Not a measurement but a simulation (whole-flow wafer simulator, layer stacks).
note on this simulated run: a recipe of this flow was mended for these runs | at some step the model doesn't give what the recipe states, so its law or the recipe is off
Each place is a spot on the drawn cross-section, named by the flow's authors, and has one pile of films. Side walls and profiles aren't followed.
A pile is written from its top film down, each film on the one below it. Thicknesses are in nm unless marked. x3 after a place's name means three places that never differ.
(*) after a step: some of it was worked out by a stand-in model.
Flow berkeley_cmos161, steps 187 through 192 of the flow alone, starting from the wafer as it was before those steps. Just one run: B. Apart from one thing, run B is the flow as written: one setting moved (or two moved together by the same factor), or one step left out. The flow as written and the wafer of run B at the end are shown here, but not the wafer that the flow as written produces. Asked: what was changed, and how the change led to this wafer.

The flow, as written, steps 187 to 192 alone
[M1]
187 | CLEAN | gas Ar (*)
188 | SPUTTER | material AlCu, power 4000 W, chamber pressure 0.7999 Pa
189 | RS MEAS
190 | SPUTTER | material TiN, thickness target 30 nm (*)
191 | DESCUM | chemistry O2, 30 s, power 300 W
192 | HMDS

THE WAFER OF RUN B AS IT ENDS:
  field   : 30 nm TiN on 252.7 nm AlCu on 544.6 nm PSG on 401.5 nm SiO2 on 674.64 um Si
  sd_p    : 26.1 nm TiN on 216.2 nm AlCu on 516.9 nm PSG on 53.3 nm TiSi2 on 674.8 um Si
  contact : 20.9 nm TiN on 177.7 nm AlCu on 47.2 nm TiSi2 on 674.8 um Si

What caused this: step 188, SPUTTER: chamber pressure 0.9919 Pa was run, though the flow has chamber pressure 0.7999 Pa.

How this came from the change, step by step:
  188 | SPUTTER | material AlCu, power 4000 W, chamber pressure 0.7999 Pa
      field, sd_n, spacer_n, gate_n, spacer_p, gate_p, m1: AlCu gains 252.7 (new film) (in the flow as written it would be: AlCu gains 275.8 (new film))
      sd_p: AlCu gains 216.2 (new film) (in the flow as written it would be: AlCu gains 235.4 (new film))
      (as well as at 1 more place)
